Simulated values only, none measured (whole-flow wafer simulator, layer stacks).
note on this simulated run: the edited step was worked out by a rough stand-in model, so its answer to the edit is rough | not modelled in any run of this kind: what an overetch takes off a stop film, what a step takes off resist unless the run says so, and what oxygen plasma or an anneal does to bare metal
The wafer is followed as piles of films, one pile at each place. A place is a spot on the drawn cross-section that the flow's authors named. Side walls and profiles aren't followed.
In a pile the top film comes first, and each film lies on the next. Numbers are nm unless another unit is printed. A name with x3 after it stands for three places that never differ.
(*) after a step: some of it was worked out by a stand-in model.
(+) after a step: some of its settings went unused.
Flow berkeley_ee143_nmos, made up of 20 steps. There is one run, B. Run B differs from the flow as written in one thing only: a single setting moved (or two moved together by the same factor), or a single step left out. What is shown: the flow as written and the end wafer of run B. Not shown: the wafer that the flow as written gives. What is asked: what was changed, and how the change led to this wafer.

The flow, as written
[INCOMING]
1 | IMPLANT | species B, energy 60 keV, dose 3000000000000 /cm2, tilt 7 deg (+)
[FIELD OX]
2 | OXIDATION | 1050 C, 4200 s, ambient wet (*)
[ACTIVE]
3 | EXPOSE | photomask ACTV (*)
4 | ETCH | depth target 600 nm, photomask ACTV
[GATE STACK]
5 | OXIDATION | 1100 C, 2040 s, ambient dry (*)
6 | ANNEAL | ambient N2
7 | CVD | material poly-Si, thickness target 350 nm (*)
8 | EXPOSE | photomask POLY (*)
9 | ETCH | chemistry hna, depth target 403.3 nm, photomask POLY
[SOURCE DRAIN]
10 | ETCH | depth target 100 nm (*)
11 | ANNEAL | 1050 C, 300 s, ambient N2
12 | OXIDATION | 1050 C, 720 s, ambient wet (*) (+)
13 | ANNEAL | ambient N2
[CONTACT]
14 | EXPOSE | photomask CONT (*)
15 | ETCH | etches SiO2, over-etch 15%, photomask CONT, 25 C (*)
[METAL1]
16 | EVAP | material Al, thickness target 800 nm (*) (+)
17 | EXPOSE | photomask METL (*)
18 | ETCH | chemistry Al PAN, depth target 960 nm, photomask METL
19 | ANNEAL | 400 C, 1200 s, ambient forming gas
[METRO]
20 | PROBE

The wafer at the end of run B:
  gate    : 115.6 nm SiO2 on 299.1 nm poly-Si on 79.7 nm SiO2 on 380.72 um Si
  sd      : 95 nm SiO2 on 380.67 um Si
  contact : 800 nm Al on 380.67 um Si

The reason: step 12, OXIDATION: 288 s was run, whereas the flow has 720 s.

The path from the change to this, step by step:
  12 | OXIDATION | 1050 C, 720 s, ambient wet (*) (+)
      sd, contact: SiO2 gains 95 (new film), Si loses 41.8 (it would be, as written: SiO2 gains 189.4 (new film), Si loses 83.4)
      gate: SiO2 gains 115.6 (new film), poly-Si loses 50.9 (it would be, as written: SiO2 gains 217.6 (new film), poly-Si loses 95.7)
      (and at 1 other place as well)
  15 | ETCH | etches SiO2, over-etch 15%, photomask CONT, 25 C (*)
      contact: SiO2 loses 95 (all of it) (it would be, as written: SiO2 loses 189.4 (all of it))
